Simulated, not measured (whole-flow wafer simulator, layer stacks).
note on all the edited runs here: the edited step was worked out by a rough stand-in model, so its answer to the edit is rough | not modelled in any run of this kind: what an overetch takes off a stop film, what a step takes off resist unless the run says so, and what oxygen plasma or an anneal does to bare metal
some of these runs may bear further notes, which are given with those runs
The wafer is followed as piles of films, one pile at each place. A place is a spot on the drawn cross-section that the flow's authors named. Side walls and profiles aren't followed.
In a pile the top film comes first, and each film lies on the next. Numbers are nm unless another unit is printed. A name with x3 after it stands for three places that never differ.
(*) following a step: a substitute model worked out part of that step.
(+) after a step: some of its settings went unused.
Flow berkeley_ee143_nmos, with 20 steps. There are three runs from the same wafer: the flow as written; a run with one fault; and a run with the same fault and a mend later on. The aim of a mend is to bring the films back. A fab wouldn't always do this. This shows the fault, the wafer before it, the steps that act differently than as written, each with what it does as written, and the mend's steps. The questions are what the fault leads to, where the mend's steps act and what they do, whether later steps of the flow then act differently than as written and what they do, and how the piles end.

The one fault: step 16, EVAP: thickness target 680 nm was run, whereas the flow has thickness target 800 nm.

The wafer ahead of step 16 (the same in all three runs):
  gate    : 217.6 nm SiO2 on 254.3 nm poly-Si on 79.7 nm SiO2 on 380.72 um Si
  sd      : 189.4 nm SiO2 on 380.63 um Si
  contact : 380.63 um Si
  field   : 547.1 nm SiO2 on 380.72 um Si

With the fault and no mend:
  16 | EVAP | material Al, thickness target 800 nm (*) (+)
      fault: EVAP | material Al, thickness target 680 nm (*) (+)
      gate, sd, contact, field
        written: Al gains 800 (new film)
        fault: Al gains 680 (new film)
  Later steps of the flow acting differently than as written:
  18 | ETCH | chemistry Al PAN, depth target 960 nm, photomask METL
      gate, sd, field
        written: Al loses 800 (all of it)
        fault: Al loses 680 (all of it)
  The piles end different from the flow's at contact by more than 2% or 0.5 nm, whichever is larger.
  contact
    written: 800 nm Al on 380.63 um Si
    fault: 680 nm Al on 380.63 um Si

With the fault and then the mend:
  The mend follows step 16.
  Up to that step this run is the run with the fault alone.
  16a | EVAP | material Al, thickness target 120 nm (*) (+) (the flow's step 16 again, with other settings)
      gate, sd, contact, field
        Al gains 120
  Every later step of the flow that is run acts as written at every place that is followed.
  The piles end the same as the flow's at every place that both follow.
